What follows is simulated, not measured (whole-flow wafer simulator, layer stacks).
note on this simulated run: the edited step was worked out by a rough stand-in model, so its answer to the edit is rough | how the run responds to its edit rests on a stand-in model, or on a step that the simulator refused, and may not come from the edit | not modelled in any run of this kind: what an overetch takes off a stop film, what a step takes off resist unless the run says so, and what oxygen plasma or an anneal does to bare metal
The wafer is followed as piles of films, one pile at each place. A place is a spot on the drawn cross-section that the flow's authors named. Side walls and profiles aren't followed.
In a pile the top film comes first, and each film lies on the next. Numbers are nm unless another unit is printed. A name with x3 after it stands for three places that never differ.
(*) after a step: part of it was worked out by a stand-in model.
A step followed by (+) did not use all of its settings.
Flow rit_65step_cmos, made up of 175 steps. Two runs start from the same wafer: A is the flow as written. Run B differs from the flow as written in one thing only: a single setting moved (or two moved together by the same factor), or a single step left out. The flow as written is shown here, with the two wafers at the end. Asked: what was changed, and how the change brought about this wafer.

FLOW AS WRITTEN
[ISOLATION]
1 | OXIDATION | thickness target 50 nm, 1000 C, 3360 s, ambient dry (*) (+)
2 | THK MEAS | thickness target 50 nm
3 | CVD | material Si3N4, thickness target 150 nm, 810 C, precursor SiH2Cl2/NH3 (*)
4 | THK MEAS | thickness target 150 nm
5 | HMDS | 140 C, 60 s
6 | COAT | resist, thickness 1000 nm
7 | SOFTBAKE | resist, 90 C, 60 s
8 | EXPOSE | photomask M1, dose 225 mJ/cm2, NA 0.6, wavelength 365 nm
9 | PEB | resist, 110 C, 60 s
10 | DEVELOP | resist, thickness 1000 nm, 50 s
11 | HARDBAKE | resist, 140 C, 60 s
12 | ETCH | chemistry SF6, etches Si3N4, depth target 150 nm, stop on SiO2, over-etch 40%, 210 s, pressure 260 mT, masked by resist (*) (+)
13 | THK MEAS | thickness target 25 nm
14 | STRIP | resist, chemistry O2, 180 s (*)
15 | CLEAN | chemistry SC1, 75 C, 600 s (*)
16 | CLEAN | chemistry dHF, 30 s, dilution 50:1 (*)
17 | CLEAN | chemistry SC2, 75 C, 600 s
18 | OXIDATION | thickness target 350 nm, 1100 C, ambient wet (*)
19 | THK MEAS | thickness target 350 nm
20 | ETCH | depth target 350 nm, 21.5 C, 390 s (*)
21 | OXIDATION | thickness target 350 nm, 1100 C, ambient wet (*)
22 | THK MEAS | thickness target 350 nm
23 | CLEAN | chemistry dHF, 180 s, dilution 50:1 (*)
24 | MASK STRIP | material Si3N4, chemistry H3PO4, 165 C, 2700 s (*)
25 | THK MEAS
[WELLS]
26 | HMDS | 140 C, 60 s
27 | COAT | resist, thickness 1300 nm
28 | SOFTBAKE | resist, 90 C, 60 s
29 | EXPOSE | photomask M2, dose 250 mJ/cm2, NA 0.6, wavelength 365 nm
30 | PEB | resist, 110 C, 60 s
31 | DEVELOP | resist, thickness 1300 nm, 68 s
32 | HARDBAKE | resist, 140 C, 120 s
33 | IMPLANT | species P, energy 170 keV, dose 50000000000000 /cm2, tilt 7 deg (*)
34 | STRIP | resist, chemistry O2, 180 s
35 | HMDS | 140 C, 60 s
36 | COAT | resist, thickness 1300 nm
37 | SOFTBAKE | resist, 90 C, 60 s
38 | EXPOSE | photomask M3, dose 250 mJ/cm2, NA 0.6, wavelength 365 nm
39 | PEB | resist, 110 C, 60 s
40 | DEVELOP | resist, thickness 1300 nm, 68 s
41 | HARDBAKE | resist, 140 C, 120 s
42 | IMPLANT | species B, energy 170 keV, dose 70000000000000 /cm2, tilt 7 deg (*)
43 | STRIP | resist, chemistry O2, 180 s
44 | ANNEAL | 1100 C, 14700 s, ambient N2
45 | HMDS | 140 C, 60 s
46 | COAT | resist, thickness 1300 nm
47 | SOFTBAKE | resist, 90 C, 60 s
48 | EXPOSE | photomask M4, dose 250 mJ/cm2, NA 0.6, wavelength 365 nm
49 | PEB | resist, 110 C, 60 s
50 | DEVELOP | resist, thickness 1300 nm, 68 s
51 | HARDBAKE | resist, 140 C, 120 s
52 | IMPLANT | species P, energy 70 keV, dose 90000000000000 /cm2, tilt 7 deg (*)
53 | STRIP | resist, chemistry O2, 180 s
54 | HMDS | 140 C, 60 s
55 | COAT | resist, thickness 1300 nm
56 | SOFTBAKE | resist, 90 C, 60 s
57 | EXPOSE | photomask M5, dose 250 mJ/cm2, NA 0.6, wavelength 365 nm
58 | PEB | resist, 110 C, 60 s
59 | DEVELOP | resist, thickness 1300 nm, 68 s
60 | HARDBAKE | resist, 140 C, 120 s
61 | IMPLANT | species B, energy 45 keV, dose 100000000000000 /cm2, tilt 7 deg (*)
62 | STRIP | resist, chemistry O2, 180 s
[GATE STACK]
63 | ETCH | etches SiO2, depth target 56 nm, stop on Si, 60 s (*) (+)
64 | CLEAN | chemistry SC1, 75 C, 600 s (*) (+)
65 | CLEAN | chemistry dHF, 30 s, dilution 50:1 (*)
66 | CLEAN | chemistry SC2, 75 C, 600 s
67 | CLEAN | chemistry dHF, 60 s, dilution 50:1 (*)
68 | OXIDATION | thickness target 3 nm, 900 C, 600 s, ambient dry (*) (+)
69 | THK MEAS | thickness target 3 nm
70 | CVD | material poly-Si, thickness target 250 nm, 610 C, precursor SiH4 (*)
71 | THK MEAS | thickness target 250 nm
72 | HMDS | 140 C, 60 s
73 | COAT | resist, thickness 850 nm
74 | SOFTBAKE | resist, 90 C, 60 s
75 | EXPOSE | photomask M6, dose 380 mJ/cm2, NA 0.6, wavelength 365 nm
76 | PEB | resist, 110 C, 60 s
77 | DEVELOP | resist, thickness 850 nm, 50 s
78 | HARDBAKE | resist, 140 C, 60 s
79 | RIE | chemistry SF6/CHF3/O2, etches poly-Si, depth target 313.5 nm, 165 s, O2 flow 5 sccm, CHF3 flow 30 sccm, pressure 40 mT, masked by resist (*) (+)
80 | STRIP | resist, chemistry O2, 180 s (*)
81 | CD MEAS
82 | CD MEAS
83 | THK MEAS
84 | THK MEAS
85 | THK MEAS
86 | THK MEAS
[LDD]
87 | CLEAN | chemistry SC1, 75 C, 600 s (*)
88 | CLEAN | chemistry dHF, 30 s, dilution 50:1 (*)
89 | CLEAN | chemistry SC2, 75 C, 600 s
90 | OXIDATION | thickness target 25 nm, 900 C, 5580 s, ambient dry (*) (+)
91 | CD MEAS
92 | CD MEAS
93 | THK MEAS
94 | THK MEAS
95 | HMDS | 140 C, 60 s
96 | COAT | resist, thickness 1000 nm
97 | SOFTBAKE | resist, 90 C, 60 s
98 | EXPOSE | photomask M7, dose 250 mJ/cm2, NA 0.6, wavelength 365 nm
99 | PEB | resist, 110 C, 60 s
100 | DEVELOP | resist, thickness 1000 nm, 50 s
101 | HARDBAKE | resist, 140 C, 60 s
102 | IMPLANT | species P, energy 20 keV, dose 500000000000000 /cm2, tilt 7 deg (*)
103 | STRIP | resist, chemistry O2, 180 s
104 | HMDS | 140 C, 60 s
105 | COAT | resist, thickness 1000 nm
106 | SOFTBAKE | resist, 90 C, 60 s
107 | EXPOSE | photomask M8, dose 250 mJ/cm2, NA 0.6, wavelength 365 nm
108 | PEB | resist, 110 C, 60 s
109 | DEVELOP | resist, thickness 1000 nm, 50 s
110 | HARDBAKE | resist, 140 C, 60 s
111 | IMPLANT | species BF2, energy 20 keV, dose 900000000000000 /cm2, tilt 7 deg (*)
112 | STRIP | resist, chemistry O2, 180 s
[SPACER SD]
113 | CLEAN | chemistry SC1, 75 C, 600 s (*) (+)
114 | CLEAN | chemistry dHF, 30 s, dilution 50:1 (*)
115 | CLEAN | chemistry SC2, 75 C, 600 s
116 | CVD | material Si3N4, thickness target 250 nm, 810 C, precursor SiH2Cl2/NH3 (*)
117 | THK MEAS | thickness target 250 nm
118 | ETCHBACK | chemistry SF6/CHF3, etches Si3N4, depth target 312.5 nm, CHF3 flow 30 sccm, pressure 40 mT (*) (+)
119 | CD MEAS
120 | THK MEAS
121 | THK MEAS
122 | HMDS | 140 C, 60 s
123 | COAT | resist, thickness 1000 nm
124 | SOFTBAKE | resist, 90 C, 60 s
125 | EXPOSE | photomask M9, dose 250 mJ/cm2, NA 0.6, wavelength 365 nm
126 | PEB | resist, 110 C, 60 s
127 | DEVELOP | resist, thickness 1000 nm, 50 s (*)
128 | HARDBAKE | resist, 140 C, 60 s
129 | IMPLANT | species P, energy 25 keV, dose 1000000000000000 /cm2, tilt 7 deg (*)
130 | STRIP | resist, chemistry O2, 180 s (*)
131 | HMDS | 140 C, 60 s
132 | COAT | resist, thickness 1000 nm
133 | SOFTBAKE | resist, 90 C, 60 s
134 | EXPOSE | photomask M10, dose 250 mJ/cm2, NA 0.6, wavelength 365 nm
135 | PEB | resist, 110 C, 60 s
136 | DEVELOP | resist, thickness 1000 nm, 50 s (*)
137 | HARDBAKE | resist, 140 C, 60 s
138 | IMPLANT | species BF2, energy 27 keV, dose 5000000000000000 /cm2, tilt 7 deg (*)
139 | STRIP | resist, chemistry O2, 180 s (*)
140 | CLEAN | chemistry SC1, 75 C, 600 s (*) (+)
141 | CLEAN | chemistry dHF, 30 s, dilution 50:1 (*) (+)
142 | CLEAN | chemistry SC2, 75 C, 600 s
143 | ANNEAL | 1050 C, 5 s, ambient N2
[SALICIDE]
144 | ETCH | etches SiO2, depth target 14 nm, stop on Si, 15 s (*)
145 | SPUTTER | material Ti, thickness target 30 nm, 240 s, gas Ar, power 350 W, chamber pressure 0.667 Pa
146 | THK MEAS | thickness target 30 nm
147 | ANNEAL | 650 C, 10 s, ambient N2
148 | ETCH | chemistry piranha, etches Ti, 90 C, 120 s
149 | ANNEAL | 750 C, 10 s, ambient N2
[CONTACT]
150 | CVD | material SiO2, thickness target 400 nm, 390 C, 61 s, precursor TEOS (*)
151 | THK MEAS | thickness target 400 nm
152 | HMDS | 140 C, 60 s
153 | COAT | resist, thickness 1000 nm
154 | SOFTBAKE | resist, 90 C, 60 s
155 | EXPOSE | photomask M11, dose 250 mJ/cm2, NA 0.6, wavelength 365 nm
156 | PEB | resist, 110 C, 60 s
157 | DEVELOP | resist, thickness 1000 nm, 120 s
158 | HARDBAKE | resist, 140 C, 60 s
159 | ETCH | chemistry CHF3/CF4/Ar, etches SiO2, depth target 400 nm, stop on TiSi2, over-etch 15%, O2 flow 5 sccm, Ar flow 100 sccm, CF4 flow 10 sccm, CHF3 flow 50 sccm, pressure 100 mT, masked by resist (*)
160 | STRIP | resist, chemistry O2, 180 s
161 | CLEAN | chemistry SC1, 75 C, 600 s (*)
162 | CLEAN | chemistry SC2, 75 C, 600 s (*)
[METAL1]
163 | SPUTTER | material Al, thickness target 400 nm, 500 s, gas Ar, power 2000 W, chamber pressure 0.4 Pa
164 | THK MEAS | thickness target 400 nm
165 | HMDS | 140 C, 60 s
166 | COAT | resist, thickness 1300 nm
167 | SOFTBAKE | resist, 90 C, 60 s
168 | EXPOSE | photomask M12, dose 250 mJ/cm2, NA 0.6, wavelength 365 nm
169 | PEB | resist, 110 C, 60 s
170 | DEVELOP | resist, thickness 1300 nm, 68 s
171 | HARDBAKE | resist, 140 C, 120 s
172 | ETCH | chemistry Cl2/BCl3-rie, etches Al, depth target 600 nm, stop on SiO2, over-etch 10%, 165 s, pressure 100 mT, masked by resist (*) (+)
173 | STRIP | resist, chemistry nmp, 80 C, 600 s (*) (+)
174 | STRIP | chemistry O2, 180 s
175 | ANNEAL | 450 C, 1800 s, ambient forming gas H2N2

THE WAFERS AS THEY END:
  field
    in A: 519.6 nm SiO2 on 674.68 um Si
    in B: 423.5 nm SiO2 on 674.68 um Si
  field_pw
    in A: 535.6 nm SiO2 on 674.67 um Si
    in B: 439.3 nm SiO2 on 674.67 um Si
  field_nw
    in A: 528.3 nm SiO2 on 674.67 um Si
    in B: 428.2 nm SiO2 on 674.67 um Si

The reason: step 116, CVD: thickness target 125 nm was run, though the flow has thickness target 250 nm.

Step by step, how the change led to this:
  116 | CVD | material Si3N4, thickness target 250 nm, 810 C, precursor SiH2Cl2/NH3 (*)
      field, field_pw, field_nw and 11 more: A Si3N4 gains 250 (new film) | B Si3N4 gains 125 (new film)
  118 | ETCHBACK | chemistry SF6/CHF3, etches Si3N4, depth target 312.5 nm, CHF3 flow 30 sccm, pressure 40 mT (*) (+)
      field, field_pw, field_nw, field_p: A Si3N4 loses 250 (all of it), SiO2 loses 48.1 | B Si3N4 loses 125 (all of it), SiO2 loses 144.2
  123 | COAT | resist, thickness 1000 nm
      field: A resist gains 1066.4 (new film) | B resist gains 1130.5 (new film)
      field_pw: A resist gains 1044.8 (new film) | B resist gains 1090.4 (new film)
      (also at 2 further places)
  126 | PEB | resist, 110 C, 60 s
      field: A resist loses 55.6 | B resist loses 59.1
      field_pw: A resist loses 54.3 | B resist loses 56.9
      (also at 2 further places)
  127 | DEVELOP | resist, thickness 1000 nm, 50 s (*)
      field: A resist loses 1010.9 (all of it) | B resist loses 1071.4 (all of it)
  128 | HARDBAKE | resist, 140 C, 60 s
      field_pw: A resist loses 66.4 | B resist loses 70
      field_nw: A resist loses 67.1 | B resist loses 70.4
      (also at 1 further place)
  130 | STRIP | resist, chemistry O2, 180 s (*)
      field_pw: A resist loses 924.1 (all of it) | B resist loses 963.6 (all of it)
      field_nw: A resist loses 928.7 (all of it) | B resist loses 968.5 (all of it)
      (also at 1 further place)
  132 | COAT | resist, thickness 1000 nm
      field: A resist gains 1067 (new film) | B resist gains 1131.4 (new film)
      field_pw: A resist gains 1045.2 (new film) | B resist gains 1090.7 (new film)
      (also at 2 further places)
  135 | PEB | resist, 110 C, 60 s
      field: A resist loses 55.6 | B resist loses 59.1
      field_pw: A resist loses 54.3 | B resist loses 56.9
      (also at 2 further places)
  136 | DEVELOP | resist, thickness 1000 nm, 50 s (*)
      field_p: A resist loses 1018 (all of it) | B resist loses 1078.5 (all of it)
  137 | HARDBAKE | resist, 140 C, 60 s
      field: A resist loses 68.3 | B resist loses 72.9
      field_pw: A resist loses 66.4 | B resist loses 70
      (also at 1 further place)
  139 | STRIP | resist, chemistry O2, 180 s (*)
      field: A resist loses 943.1 (all of it) | B resist loses 999.4 (all of it)
      field_pw: A resist loses 924.5 (all of it) | B resist loses 963.9 (all of it)
      (also at 1 further place)
  153 | COAT | resist, thickness 1000 nm
      field: A resist gains 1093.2 (new film) | B resist gains 1163.7 (new film)
      field_pw: A resist gains 1057.8 (new film) | B resist gains 1104 (new film)
      (also at 2 further places)
  156 | PEB | resist, 110 C, 60 s
      field: A resist loses 57 | B resist loses 60.9
      field_pw: A resist loses 55.1 | B resist loses 57.6
      (also at 2 further places)
  158 | HARDBAKE | resist, 140 C, 60 s
      field: A resist loses 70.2 | B resist loses 75.2
      field_pw: A resist loses 67.6 | B resist loses 70.9
      (also at 2 further places)
  160 | STRIP | resist, chemistry O2, 180 s
      field: A resist loses 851 (all of it) | B resist loses 912.6 (all of it)
      field_pw: A resist loses 820.1 (all of it) | B resist loses 860.5 (all of it)
      (also at 2 further places)
  ... 2 other steps ...
  170 | DEVELOP | resist, thickness 1300 nm, 68 s
      field: A resist loses 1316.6 (all of it) | B resist loses 1387 (all of it)
      field_pw: A resist loses 1285.5 (all of it) | B resist loses 1332.8 (all of it)
      (also at 2 further places)
